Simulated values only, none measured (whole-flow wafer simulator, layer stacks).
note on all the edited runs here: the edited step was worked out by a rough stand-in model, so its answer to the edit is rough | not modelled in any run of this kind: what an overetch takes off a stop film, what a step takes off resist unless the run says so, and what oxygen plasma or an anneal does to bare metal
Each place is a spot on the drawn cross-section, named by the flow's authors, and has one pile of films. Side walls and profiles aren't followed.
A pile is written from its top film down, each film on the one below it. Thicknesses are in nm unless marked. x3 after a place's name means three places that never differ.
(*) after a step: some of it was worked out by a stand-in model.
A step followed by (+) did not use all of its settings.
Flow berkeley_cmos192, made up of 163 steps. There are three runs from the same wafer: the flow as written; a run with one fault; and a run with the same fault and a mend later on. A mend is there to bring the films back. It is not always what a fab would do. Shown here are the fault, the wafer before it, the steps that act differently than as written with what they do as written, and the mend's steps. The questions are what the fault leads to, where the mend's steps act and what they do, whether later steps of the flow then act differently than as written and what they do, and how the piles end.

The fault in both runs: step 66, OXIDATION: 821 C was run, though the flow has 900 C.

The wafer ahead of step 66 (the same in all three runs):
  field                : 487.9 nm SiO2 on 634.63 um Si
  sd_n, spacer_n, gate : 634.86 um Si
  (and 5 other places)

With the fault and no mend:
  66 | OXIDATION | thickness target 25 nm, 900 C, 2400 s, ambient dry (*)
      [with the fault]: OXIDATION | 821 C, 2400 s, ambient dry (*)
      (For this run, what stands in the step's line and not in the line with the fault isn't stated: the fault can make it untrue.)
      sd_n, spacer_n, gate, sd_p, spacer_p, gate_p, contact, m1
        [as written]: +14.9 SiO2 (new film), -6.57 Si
        [with the fault]: +6.54 SiO2 (new film), -2.88 Si
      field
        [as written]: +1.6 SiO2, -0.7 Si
        [with the fault]: +0.35 SiO2, -0.15 Si
  Steps later in the flow that act otherwise than as written (40 other steps are not shown; they differ only slightly, by no more than 2% or 0.5 nm, whichever is larger):
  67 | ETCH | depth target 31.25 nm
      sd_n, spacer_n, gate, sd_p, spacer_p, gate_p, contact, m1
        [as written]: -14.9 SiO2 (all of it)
        [with the fault]: -6.54 SiO2 (all of it)
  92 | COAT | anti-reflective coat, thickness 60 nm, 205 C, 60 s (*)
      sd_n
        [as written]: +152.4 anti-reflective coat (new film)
        [with the fault]: +149.2 anti-reflective coat (new film)
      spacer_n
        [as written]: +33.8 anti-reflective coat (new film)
        [with the fault]: +34.9 anti-reflective coat (new film)
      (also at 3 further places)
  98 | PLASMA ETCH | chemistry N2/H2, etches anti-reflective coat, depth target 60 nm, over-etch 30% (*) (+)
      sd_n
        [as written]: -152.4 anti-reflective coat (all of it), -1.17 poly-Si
        [with the fault]: -149.2 anti-reflective coat (all of it), -1.15 poly-Si
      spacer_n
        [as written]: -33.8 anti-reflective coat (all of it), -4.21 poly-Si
        [with the fault]: -34.9 anti-reflective coat (all of it), -4.08 poly-Si
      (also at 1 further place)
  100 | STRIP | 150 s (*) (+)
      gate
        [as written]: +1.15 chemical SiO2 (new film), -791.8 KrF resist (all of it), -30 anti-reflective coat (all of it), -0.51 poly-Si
        [with the fault]: +1.15 chemical SiO2 (new film), -788.1 KrF resist (all of it), -31.2 anti-reflective coat (all of it), -0.51 poly-Si
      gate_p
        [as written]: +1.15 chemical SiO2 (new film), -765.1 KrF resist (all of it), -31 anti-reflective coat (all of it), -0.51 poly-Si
        [with the fault]: +1.15 chemical SiO2 (new film), -762.6 KrF resist (all of it), -31.9 anti-reflective coat (all of it), -0.51 poly-Si
  At the end the piles are close to the flow's at the places that both follow, differing by at most 2% or 0.5 nm, whichever is larger.

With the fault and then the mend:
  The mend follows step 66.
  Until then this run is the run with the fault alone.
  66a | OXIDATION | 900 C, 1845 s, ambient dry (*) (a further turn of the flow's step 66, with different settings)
      sd_n, spacer_n, gate, sd_p, spacer_p, gate_p, contact, m1
        +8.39 SiO2, -3.69 Si
      field
        +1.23 SiO2, -0.54 Si
  None of the later steps of the flow differs from how it acts as written, at any place that is followed, by more than 2% or 0.5 nm, whichever is larger.
  The piles end the same as the flow's at every place that both follow.
